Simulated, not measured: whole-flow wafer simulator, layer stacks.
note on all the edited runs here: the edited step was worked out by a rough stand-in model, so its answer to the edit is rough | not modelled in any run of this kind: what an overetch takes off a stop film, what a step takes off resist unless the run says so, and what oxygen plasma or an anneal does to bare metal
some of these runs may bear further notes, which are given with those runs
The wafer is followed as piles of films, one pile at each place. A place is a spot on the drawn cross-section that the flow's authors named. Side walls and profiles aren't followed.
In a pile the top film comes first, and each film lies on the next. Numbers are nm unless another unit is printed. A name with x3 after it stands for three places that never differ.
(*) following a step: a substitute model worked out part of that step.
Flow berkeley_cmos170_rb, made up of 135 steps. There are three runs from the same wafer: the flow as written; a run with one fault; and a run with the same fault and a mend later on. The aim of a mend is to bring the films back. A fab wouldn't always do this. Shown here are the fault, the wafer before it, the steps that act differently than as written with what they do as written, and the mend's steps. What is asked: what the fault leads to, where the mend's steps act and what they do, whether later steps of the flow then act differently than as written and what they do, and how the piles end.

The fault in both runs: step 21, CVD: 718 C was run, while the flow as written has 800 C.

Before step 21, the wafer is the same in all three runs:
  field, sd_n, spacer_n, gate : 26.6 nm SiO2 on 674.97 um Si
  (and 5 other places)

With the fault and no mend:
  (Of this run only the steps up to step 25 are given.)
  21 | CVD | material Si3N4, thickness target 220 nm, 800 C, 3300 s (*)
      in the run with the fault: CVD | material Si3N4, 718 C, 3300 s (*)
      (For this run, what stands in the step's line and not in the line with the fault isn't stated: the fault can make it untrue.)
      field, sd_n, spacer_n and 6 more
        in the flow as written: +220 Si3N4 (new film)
        in the run with the fault: +53 Si3N4 (new film)
  None of the later steps of the flow up to step 25 acts differently than as written at any place that is followed.
  After step 25, at field, sd_n, spacer_n and 6 more, the piles differ from the flow's by more than 2% or 0.5 nm, whichever is larger.
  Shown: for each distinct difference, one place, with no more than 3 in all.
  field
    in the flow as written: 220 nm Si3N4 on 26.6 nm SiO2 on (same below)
    in the run with the fault: 53 nm Si3N4 on 26.6 nm SiO2 on (same below)
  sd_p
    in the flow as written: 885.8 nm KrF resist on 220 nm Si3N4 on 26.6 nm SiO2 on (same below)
    in the run with the fault: 885.8 nm KrF resist on 53 nm Si3N4 on 26.6 nm SiO2 on (same below)

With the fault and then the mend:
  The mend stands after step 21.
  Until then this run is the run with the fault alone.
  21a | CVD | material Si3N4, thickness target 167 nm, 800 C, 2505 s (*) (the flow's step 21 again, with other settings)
      field, sd_n, spacer_n and 6 more
        +167 Si3N4
  None of the later steps of the flow acts differently than as written at any place that is followed.
  By the end, the piles equal the flow's at every place that both follow.
